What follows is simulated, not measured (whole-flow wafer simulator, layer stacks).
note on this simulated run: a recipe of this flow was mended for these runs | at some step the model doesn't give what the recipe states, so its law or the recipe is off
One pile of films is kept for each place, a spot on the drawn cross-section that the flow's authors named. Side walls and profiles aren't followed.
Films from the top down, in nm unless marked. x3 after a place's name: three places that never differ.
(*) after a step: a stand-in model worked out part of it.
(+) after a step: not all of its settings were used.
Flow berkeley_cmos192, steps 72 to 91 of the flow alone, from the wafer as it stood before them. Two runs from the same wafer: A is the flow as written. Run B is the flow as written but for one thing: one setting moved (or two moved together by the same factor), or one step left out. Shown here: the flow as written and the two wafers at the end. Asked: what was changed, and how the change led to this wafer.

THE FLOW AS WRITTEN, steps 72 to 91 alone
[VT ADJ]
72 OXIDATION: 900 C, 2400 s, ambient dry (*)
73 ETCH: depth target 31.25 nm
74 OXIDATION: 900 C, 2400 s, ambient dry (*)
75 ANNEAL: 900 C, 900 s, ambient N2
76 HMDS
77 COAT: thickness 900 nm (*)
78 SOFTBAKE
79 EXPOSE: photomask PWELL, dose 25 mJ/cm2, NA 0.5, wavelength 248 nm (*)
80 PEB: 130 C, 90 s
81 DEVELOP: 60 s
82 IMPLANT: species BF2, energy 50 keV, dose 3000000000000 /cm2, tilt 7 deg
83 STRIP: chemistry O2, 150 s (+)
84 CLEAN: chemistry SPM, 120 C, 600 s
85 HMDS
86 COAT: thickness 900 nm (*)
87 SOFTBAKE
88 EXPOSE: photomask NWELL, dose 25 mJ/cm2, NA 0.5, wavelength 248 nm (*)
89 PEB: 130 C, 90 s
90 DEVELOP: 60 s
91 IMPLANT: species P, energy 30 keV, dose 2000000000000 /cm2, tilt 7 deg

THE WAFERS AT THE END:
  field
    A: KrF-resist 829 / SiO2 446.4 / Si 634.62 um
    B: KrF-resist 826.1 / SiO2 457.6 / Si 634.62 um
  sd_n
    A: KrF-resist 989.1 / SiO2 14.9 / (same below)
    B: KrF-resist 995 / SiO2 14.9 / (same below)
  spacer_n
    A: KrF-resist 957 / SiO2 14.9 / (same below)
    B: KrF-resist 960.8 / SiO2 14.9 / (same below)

The cause: step 73, ETCH: depth target 20 nm was run, where the flow has depth target 31.25 nm.

How the change led to this, step by step:
  73 ETCH: depth target 31.25 nm
      field: A SiO2 -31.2 | B SiO2 -20
